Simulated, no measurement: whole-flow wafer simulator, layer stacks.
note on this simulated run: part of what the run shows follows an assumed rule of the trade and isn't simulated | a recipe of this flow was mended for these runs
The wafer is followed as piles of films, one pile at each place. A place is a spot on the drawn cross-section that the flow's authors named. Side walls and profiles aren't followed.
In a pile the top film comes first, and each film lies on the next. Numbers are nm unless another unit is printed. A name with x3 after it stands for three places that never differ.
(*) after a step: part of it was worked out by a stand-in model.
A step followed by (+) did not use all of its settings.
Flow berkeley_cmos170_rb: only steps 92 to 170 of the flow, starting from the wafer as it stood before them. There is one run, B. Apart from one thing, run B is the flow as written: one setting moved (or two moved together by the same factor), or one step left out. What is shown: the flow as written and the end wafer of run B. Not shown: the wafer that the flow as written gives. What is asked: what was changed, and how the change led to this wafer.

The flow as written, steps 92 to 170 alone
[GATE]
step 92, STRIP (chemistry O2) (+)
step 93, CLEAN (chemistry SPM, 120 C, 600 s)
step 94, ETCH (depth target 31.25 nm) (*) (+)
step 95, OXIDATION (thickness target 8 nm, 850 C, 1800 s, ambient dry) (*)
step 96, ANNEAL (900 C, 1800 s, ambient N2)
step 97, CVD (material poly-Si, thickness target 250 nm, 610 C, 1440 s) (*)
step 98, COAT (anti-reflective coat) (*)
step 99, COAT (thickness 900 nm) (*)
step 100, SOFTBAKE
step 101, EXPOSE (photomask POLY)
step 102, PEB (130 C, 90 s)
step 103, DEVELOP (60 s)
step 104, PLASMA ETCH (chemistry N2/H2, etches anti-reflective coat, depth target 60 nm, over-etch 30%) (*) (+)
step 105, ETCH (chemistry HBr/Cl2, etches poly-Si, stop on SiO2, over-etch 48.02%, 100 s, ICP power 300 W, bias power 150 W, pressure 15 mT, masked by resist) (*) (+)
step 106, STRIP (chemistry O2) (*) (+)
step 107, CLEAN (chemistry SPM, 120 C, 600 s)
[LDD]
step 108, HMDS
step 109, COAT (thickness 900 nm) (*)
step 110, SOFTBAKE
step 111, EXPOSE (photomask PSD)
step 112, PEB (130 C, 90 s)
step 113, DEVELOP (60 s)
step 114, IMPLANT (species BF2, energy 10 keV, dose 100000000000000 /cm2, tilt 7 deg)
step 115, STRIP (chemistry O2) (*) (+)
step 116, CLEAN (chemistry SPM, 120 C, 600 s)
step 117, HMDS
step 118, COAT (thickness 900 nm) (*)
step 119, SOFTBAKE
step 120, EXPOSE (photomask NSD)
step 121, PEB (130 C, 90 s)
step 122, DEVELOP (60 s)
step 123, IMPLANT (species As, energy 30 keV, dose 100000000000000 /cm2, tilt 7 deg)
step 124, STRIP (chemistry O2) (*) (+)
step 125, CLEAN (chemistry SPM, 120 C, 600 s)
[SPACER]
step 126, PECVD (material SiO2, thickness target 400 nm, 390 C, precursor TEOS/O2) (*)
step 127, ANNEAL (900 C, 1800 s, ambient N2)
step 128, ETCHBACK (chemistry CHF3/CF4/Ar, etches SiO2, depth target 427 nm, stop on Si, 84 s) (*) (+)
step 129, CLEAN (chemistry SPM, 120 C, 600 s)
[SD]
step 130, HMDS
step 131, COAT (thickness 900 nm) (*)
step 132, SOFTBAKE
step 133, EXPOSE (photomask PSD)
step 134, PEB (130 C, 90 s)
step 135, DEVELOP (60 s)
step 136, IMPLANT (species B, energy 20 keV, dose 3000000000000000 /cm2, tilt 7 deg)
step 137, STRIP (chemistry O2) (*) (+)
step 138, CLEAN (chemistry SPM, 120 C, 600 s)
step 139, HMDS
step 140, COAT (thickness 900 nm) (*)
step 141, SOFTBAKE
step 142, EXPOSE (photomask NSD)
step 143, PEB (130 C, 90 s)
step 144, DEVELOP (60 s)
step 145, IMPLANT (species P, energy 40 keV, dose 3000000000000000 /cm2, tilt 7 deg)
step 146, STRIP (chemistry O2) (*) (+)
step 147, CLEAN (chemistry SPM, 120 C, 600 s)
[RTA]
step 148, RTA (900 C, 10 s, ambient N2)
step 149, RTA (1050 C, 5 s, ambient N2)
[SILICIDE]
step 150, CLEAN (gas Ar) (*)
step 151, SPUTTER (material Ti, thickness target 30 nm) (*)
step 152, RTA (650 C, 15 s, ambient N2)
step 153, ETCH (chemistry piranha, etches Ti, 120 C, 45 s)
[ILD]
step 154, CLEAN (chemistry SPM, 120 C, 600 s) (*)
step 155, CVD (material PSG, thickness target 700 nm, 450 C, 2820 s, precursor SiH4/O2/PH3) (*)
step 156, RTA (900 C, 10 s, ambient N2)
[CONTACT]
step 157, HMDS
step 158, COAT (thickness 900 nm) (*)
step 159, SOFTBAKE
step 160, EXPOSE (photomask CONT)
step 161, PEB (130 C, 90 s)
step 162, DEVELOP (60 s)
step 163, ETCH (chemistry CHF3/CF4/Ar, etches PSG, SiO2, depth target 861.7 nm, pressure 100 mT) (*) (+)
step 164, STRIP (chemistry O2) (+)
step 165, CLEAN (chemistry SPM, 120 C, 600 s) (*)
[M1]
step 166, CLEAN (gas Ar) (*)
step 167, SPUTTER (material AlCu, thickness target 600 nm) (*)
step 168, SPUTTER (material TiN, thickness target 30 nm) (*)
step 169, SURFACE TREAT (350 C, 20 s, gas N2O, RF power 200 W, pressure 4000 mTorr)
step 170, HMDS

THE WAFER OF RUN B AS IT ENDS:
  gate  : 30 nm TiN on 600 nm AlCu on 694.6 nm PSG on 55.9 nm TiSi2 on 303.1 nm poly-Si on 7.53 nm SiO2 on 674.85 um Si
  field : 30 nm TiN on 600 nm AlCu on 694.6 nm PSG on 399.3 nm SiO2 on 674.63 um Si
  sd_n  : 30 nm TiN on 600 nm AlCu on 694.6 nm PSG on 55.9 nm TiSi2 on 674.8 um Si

The reason: step 97, CVD: thickness target 362 nm was run, while the flow as written has thickness target 250 nm; step 97, CVD: 2088 s was run, where the flow has 1440 s.

Step by step, how the change led to this:
  step 97, CVD (material poly-Si, thickness target 250 nm, 610 C, 1440 s) (*)
      field, sd_n, spacer_n and 6 more: +362 poly-Si (new film) (in the flow as written it would be: +250 poly-Si (new film))
  step 98, COAT (anti-reflective coat) (*)
      sd_n: +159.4 anti-reflective coat (new film) (in the flow as written it would be: +154.3 anti-reflective coat (new film))
      contact: +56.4 anti-reflective coat (new film) (in the flow as written it would be: +53.8 anti-reflective coat (new film))
  step 104, PLASMA ETCH (chemistry N2/H2, etches anti-reflective coat, depth target 60 nm, over-etch 30%) (*) (+)
      gate, gate_p: -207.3 KrF-resist (in the flow as written it would be: -200.6 KrF-resist)
      sd_n: -159.4 anti-reflective coat (all of it), -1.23 poly-Si (in the flow as written it would be: -154.3 anti-reflective coat (all of it), -1.19 poly-Si)
      (also at 1 further place)
  step 105, ETCH (chemistry HBr/Cl2, etches poly-Si, stop on SiO2, over-etch 48.02%, 100 s, ICP power 300 W, bias power 150 W, pressure 15 mT, masked by resist) (*) (+)
      spacer_n, spacer_p: -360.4 poly-Si (all of it), -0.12 SiO2 (in the flow as written it would be: -248.5 poly-Si (all of it), -1.53 SiO2)
      field: -356.9 poly-Si (all of it), -0.14 SiO2 (in the flow as written it would be: -245 poly-Si (all of it), -1.8 SiO2)
      (also at 4 further places)
  step 109, COAT (thickness 900 nm) (*)
      gate: +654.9 KrF-resist (new film) (in the flow as written it would be: +749.5 KrF-resist (new film))
      gate_p: +651.1 KrF-resist (new film) (in the flow as written it would be: +745.7 KrF-resist (new film))
  step 113, DEVELOP (60 s)
      gate_p: -649.7 KrF-resist (all of it) (in the flow as written it would be: -744.1 KrF-resist (all of it))
  step 115, STRIP (chemistry O2) (*) (+)
      gate: -638.6 KrF-resist (all of it), +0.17 chemical SiO2 (in the flow as written it would be: -733 KrF-resist (all of it), +0.17 chemical SiO2)
  step 118, COAT (thickness 900 nm) (*)
      gate: +654.8 KrF-resist (new film) (in the flow as written it would be: +748.7 KrF-resist (new film))
      gate_p: +651 KrF-resist (new film) (in the flow as written it would be: +744.7 KrF-resist (new film))
  step 122, DEVELOP (60 s)
      gate: -653.4 KrF-resist (all of it) (in the flow as written it would be: -747.1 KrF-resist (all of it))
  step 124, STRIP (chemistry O2) (*) (+)
      gate_p: -634.6 KrF-resist (all of it), +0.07 chemical SiO2 (in the flow as written it would be: -728.2 KrF-resist (all of it), +0.07 chemical SiO2)
  step 128, ETCHBACK (chemistry CHF3/CF4/Ar, etches SiO2, depth target 427 nm, stop on Si, 84 s) (*) (+)
      spacer_n: -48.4 SiO2 (in the flow as written it would be: -160.1 SiO2)
      spacer_p: -48.3 SiO2 (in the flow as written it would be: -160.1 SiO2)
  step 131, COAT (thickness 900 nm) (*)
      spacer_n: +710 KrF-resist (new film) (in the flow as written it would be: +791.7 KrF-resist (new film))
      gate: +690.9 KrF-resist (new film) (in the flow as written it would be: +770.7 KrF-resist (new film))
      (also at 2 further places)
  step 135, DEVELOP (60 s)
      spacer_p: -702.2 KrF-resist (all of it) (in the flow as written it would be: -783.4 KrF-resist (all of it))
      gate_p: -683 KrF-resist (all of it) (in the flow as written it would be: -762.3 KrF-resist (all of it))
  step 137, STRIP (chemistry O2) (*) (+)
      spacer_n: -693.5 KrF-resist (all of it) (in the flow as written it would be: -775.1 KrF-resist (all of it))
      gate: -674.5 KrF-resist (all of it), +0.17 chemical SiO2, -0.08 poly-Si (in the flow as written it would be: -754.1 KrF-resist (all of it), +0.17 chemical SiO2, -0.08 poly-Si)
  step 140, COAT (thickness 900 nm) (*)
      spacer_n: +710 KrF-resist (new film) (in the flow as written it would be: +791.4 KrF-resist (new film))
      gate: +690.8 KrF-resist (new film) (in the flow as written it would be: +770.4 KrF-resist (new film))
      (also at 2 further places)
  step 144, DEVELOP (60 s)
      spacer_n: -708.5 KrF-resist (all of it) (in the flow as written it would be: -789.7 KrF-resist (all of it))
      gate: -689.3 KrF-resist (all of it) (in the flow as written it would be: -768.7 KrF-resist (all of it))
  ... another 2 steps ...
  step 164, STRIP (chemistry O2) (+)
      field: -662 KrF-resist (all of it) (in the flow as written it would be: -648.4 KrF-resist (all of it))
      spacer_n: -539.4 KrF-resist (all of it) (in the flow as written it would be: -598.3 KrF-resist (all of it))
      (also at 4 further places)
